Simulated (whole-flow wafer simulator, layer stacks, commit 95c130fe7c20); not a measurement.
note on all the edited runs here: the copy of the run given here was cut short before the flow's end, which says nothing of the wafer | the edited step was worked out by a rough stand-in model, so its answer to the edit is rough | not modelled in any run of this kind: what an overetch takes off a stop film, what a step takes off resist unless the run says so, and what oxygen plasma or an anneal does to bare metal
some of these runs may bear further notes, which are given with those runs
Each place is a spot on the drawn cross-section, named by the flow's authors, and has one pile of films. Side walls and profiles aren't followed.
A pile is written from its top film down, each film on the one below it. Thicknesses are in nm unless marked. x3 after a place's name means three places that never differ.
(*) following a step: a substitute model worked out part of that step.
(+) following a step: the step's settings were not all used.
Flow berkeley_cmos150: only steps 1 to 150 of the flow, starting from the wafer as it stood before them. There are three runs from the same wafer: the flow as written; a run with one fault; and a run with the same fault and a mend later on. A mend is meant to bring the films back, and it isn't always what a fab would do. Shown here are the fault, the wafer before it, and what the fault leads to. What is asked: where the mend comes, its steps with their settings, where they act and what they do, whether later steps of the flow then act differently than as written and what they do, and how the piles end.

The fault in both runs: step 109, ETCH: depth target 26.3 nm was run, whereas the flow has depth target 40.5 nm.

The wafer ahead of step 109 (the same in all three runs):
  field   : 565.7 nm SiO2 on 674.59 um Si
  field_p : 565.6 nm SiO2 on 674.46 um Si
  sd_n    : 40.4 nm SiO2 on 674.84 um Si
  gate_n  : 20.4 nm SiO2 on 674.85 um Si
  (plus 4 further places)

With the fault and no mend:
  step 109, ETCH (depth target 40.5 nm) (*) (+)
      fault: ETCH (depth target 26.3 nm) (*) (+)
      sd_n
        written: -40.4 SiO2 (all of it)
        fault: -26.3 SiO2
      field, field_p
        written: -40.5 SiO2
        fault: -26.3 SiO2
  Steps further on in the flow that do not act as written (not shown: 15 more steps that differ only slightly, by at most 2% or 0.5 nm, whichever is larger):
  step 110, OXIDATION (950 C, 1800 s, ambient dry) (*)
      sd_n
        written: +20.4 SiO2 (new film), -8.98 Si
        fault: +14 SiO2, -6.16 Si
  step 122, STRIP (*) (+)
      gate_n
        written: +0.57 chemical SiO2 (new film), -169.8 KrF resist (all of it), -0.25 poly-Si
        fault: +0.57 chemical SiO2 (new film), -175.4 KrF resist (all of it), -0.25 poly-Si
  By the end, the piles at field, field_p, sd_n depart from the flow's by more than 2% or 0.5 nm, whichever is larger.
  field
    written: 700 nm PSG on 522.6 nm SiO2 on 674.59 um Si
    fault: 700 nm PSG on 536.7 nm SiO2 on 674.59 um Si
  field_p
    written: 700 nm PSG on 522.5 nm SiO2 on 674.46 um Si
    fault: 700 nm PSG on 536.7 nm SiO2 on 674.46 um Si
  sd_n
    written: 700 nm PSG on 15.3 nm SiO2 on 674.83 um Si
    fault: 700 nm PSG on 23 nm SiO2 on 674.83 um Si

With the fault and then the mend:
  The mend stands after step 109.
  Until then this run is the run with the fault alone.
  step 109a, ETCH (depth target 14.2 nm) (a further turn of the flow's step 109, with different settings)
      field, field_p
        -14.2 SiO2
      sd_n
        -14.1 SiO2 (all of it)
  Later steps of the flow that are run all act as written at every place that is followed, up to a difference of at most 2% or 0.5 nm, whichever is larger.
  At every place that both follow, the piles at the end match the flow's.
